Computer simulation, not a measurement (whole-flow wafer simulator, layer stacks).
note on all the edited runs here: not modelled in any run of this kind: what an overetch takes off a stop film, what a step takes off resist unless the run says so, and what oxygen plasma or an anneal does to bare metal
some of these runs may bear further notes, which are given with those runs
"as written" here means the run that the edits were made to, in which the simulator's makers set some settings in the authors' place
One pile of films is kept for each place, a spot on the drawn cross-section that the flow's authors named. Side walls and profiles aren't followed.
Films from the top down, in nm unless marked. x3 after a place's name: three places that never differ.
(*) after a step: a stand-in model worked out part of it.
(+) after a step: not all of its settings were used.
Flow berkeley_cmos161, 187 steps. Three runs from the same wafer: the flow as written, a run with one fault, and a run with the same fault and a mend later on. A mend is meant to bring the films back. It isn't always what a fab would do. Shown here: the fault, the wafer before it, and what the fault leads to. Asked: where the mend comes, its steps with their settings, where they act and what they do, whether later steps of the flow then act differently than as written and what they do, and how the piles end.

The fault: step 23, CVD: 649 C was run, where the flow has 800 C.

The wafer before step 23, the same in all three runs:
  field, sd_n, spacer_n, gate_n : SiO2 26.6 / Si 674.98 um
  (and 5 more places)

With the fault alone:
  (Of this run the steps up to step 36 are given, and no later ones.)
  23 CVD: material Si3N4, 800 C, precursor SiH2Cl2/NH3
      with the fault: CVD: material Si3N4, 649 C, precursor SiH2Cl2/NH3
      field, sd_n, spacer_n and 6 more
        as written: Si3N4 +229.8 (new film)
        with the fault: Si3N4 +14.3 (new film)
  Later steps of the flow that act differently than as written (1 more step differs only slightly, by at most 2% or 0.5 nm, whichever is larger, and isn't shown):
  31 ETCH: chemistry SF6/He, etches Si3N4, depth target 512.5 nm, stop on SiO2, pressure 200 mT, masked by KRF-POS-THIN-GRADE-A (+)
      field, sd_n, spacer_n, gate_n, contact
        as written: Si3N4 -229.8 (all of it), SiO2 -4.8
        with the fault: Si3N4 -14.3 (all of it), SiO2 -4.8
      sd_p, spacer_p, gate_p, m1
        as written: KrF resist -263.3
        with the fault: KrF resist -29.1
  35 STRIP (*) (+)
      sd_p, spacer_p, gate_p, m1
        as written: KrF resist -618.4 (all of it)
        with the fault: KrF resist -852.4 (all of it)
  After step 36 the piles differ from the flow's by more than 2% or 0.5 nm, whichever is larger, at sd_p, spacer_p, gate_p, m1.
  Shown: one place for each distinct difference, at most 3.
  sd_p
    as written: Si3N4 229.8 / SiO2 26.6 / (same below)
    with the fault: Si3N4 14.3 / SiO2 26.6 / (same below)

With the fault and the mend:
  The mend comes after step 30.
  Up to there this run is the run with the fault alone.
  30a STRIP (*) (+)
      sd_p, spacer_p, gate_p, m1
        KrF resist -882 (all of it)
  30b CLEAN: chemistry SPM (the flow's step 16 once more)
      changes no film at any place that is followed
  30c CVD: material Si3N4, 800 C, precursor SiH2Cl2/NH3 (the flow's step 23 once more, with other settings that aren't printed)
      field, sd_n, spacer_n and 6 more
        Si3N4 +215.5
  30d HMDS (the flow's step 24 once more)
      changes no film at any place that is followed
  30e COAT: KrF resist, thickness 900 nm (the flow's step 25 once more)
      field, sd_n, spacer_n and 6 more
        KrF resist +900 (new film)
  30f SOFTBAKE: KrF resist (the flow's step 26 once more)
      changes no film at any place that is followed
  30g EXPOSE: photomask PWELL, dose 20 mJ/cm2, NA 0.5, wavelength 248 nm (*) (the flow's step 27 once more)
      changes no film at any place that is followed
  30h PEB: KrF resist, 130 C (the flow's step 28 once more)
      field, sd_n, spacer_n and 6 more
        KrF resist -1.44
  30i DEVELOP: KrF resist, thickness 900 nm, developer developer-D-0.26N (the flow's step 29 once more)
      field, sd_n, spacer_n, gate_n, contact
        KrF resist -898.6 (all of it)
      sd_p, spacer_p, gate_p, m1
        KrF resist -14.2
  30j HARDBAKE: 120 C, 5400 s (the flow's step 30 once more)
      sd_p, spacer_p, gate_p, m1
        KrF resist -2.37
  No later step of the flow acts differently than as written at any place that is followed.
  At the end the piles are the same as the flow's at every place that both follow.
